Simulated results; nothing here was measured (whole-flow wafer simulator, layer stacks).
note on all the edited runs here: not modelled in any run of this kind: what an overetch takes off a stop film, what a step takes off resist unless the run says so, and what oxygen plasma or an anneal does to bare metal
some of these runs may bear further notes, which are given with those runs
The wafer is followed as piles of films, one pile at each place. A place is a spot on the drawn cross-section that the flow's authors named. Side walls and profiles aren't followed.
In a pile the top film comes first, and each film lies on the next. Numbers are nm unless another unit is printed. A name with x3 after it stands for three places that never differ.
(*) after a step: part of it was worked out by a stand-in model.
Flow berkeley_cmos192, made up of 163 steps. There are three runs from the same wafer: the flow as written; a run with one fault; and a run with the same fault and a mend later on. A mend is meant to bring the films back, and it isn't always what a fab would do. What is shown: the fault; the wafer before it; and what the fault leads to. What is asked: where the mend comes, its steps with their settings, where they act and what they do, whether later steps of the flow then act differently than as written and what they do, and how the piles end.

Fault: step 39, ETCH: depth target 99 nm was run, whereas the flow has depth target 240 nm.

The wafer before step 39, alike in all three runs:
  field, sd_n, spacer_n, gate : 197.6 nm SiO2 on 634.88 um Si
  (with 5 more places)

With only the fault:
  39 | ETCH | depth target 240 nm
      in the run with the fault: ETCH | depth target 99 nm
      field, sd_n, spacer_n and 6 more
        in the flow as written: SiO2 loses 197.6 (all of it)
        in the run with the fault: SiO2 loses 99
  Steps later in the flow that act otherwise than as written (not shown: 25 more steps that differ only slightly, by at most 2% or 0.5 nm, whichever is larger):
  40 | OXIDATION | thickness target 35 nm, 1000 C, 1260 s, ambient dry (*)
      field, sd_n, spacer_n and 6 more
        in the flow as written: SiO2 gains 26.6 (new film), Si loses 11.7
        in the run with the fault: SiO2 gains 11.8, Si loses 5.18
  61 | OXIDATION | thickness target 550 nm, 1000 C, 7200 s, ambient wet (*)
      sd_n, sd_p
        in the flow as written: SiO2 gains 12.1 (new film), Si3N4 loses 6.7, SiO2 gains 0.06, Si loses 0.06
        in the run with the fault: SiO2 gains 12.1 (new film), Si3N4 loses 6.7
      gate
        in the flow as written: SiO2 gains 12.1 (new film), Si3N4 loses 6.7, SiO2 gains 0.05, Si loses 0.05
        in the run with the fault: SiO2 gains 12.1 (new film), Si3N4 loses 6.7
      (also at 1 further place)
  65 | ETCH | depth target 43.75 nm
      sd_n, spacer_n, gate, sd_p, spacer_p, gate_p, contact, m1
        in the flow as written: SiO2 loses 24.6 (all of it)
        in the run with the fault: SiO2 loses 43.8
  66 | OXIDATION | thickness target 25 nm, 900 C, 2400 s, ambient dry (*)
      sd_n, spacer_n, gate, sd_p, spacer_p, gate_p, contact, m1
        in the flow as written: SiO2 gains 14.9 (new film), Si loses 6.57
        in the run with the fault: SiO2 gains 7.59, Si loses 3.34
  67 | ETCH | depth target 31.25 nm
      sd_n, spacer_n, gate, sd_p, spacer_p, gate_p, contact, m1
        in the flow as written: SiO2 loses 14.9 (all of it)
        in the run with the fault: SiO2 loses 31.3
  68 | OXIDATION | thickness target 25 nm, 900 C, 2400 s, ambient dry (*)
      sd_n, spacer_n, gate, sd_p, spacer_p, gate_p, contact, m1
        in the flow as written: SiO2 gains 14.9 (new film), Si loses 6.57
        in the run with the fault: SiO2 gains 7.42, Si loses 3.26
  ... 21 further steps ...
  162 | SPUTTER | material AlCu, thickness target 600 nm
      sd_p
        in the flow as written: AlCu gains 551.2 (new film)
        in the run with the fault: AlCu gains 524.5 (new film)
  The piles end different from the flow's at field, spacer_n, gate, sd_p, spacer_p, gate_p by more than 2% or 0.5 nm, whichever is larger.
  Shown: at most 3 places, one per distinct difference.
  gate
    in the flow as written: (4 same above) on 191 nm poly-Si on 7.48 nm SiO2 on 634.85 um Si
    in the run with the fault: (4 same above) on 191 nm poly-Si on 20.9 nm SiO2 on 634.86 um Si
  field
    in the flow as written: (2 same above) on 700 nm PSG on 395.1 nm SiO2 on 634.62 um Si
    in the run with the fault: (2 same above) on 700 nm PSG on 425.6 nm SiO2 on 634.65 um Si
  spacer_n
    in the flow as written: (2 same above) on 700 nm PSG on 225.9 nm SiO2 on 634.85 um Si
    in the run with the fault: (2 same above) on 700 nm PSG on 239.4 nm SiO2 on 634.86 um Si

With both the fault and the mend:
  The mend stands after step 39.
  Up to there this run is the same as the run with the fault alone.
  39a | ETCH | depth target 141 nm (the flow's step 39, run once more with other settings)
      field, sd_n, spacer_n and 6 more
        SiO2 loses 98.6 (all of it)
  None of the later steps of the flow acts differently than as written at any place that is followed.
  By the end, the piles equal the flow's at every place that both follow.
